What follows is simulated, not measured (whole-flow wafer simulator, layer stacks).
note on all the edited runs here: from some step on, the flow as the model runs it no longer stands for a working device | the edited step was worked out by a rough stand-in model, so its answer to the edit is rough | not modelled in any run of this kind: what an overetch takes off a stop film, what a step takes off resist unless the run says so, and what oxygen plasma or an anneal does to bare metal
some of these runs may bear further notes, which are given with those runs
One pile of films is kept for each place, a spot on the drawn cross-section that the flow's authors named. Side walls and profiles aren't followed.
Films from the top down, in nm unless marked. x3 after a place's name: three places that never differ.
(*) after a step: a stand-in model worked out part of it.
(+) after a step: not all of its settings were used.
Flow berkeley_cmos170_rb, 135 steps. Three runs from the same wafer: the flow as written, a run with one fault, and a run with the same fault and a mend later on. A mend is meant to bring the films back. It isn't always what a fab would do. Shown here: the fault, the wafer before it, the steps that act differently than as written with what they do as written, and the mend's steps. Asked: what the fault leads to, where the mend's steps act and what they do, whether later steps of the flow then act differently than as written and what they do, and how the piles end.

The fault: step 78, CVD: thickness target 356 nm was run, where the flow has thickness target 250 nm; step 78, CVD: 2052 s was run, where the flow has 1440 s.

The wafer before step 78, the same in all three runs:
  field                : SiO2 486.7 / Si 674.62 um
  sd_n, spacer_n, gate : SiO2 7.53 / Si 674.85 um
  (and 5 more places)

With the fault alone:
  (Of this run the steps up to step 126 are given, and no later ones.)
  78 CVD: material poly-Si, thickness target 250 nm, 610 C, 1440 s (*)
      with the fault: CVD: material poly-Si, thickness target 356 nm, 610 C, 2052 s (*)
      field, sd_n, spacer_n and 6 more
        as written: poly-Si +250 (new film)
        with the fault: poly-Si +356 (new film)
  Later steps of the flow that act differently than as written (6 more steps differ only slightly, by at most 2% or 0.5 nm, whichever is larger, and aren't shown):
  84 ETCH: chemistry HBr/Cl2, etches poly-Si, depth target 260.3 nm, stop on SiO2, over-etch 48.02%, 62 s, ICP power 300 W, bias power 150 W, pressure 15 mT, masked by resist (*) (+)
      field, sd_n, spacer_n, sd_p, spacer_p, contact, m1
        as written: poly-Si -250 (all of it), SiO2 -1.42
        with the fault: poly-Si -356 (all of it), SiO2 -0.15
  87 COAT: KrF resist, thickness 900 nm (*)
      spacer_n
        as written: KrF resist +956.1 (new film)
        with the fault: KrF resist +980.2 (new film)
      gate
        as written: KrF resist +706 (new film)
        with the fault: KrF resist +626.7 (new film)
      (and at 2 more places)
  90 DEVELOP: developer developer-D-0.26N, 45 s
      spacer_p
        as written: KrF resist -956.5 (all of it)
        with the fault: KrF resist -981.4 (all of it)
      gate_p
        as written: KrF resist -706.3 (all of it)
        with the fault: KrF resist -627.6 (all of it)
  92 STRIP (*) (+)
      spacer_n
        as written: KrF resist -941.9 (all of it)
        with the fault: KrF resist -966 (all of it)
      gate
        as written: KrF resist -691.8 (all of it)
        with the fault: KrF resist -612.5 (all of it)
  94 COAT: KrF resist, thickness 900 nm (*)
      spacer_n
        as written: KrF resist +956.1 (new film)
        with the fault: KrF resist +980.2 (new film)
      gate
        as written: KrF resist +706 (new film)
        with the fault: KrF resist +626.7 (new film)
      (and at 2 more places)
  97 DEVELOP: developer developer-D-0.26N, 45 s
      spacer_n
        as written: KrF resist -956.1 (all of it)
        with the fault: KrF resist -980.2 (all of it)
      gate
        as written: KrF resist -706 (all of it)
        with the fault: KrF resist -626.7 (all of it)
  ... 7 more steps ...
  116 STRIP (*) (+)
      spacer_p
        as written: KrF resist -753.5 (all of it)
        with the fault: KrF resist -679.3 (all of it)
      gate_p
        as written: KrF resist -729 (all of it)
        with the fault: KrF resist -656.8 (all of it)
  After step 126 the piles differ from the flow's by more than 2% or 0.5 nm, whichever is larger, at spacer_n, gate, spacer_p, gate_p.
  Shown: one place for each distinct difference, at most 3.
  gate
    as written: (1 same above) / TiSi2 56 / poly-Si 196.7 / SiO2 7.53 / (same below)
    with the fault: (1 same above) / TiSi2 56 / poly-Si 302.7 / SiO2 7.53 / (same below)
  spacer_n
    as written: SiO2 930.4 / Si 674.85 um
    with the fault: SiO2 1036.4 / Si 674.85 um
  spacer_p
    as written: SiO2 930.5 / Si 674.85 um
    with the fault: SiO2 1036.5 / Si 674.85 um

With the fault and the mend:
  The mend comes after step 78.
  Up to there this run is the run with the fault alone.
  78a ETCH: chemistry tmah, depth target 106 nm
      field, sd_n, spacer_n and 6 more
        poly-Si -106
  No later step of the flow acts differently than as written at any place that is followed.
  At the end the piles are the same as the flow's at every place that both follow.
